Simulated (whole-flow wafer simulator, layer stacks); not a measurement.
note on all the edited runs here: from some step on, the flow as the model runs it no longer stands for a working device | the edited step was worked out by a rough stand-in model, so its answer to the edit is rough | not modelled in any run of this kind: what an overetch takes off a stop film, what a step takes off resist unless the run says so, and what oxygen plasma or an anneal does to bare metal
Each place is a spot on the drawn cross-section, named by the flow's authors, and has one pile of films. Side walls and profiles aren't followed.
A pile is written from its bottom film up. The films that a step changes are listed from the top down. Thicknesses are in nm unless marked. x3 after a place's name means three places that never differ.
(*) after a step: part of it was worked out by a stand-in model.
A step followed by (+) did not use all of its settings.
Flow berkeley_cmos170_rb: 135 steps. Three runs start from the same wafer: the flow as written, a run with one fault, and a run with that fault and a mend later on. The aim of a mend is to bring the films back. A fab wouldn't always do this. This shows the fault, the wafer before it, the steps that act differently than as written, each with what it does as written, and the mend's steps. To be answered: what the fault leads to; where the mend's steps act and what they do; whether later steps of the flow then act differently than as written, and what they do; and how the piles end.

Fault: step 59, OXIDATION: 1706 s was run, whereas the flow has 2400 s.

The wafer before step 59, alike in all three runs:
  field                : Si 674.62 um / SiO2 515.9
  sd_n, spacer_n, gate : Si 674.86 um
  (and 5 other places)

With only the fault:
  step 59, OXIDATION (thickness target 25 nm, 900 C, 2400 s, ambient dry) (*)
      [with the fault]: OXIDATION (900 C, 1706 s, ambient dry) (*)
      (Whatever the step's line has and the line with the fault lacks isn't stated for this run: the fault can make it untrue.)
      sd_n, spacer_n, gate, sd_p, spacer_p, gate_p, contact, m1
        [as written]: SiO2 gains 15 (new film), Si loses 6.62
        [with the fault]: SiO2 gains 12.1 (new film), Si loses 5.33
  Steps further on in the flow that do not act as written (30 other steps are not shown; they differ only slightly, by no more than 2% or 0.5 nm, whichever is larger):
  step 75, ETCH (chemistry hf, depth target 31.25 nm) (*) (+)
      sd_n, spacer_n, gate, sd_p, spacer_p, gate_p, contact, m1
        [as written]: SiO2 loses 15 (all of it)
        [with the fault]: SiO2 loses 12.1 (all of it)
  When the end is reached, the piles differ only a little from the flow's at the places that both follow, at most by 2% or 0.5 nm, whichever is larger.

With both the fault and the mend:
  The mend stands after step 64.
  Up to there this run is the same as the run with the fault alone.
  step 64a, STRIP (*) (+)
      sd_p
        KrF resist loses 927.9 (all of it)
      spacer_p
        KrF resist loses 911.1 (all of it)
      gate_p
        KrF resist loses 910.3 (all of it)
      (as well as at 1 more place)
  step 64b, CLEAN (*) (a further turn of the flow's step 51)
      alters no film at any place that is followed
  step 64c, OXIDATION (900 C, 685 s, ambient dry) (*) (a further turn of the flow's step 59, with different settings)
      sd_n, spacer_n, gate, sd_p, spacer_p, gate_p, contact, m1
        SiO2 gains 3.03, Si loses 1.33
      field
        SiO2 gains 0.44, Si loses 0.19
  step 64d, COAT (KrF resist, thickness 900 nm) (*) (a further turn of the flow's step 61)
      field
        KrF resist gains 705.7 (new film)
      sd_n
        KrF resist gains 957.4 (new film)
      spacer_n
        KrF resist gains 924.9 (new film)
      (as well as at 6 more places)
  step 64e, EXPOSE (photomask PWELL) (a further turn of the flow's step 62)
      alters no film at any place that is followed
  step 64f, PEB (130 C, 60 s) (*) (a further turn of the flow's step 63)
      alters no film at any place that is followed
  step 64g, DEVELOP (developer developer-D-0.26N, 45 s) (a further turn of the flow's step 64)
      sd_p, spacer_p, gate_p, m1
        KrF resist loses 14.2
      field
        KrF resist loses 705.7 (all of it)
      sd_n
        KrF resist loses 957.4 (all of it)
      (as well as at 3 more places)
  Every later step of the flow that is run acts as written, at every place that is followed, to within 2% or 0.5 nm, whichever is larger.
  When the end is reached, the piles differ only a little from the flow's at the places that both follow, at most by 2% or 0.5 nm, whichever is larger.
